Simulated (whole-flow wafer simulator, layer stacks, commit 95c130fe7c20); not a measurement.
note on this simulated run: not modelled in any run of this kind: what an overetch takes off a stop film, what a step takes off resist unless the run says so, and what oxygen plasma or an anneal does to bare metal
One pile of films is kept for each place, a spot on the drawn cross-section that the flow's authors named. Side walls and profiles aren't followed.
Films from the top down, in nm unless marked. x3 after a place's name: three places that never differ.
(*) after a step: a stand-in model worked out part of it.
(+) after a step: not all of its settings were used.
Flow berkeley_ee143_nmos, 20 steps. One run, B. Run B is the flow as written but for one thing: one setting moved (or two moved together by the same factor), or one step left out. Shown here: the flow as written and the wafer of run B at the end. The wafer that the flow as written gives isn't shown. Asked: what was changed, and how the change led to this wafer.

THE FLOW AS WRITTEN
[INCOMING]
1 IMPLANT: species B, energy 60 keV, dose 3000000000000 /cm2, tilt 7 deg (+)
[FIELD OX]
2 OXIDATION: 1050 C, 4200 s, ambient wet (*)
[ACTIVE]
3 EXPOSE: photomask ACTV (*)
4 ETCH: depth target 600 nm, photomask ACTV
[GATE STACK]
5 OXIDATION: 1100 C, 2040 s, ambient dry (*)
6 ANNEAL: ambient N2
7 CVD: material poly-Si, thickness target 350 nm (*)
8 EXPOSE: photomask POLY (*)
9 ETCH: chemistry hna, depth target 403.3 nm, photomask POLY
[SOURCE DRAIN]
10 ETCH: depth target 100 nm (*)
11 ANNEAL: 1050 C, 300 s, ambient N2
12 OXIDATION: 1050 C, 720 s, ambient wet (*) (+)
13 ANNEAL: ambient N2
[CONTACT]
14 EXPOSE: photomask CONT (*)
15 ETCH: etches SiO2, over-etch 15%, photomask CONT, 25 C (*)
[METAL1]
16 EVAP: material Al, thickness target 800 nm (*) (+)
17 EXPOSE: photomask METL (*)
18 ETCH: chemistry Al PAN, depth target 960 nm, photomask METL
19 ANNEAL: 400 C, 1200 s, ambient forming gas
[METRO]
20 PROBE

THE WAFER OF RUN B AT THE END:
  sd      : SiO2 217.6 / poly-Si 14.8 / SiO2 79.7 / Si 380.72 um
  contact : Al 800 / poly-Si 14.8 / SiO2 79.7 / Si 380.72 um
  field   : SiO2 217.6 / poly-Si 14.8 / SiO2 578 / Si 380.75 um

The cause: step 9, ETCH: depth target 239.5 nm was run, where the flow has depth target 403.3 nm.

How the change led to this, step by step:
  9 ETCH: chemistry hna, depth target 403.3 nm, photomask POLY
      sd, contact, field: poly-Si -239.5 (as written it would be: poly-Si -350 (all of it))
  10 ETCH: depth target 100 nm (*)
      sd, contact: nothing (as written it would be: SiO2 -79.7 (all of it))
      field: nothing (as written it would be: SiO2 -100)
  12 OXIDATION: 1050 C, 720 s, ambient wet (*) (+)
      sd, contact: SiO2 +217.6 (new film), poly-Si -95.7 (as written it would be: SiO2 +189.4 (new film), Si -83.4)
      field: SiO2 +217.6 (new film), poly-Si -95.7 (as written it would be: SiO2 +69.1, Si -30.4)
  15 ETCH: etches SiO2, over-etch 15%, photomask CONT, 25 C (*)
      contact: SiO2 -217.6 (all of it) (as written it would be: SiO2 -189.4 (all of it))
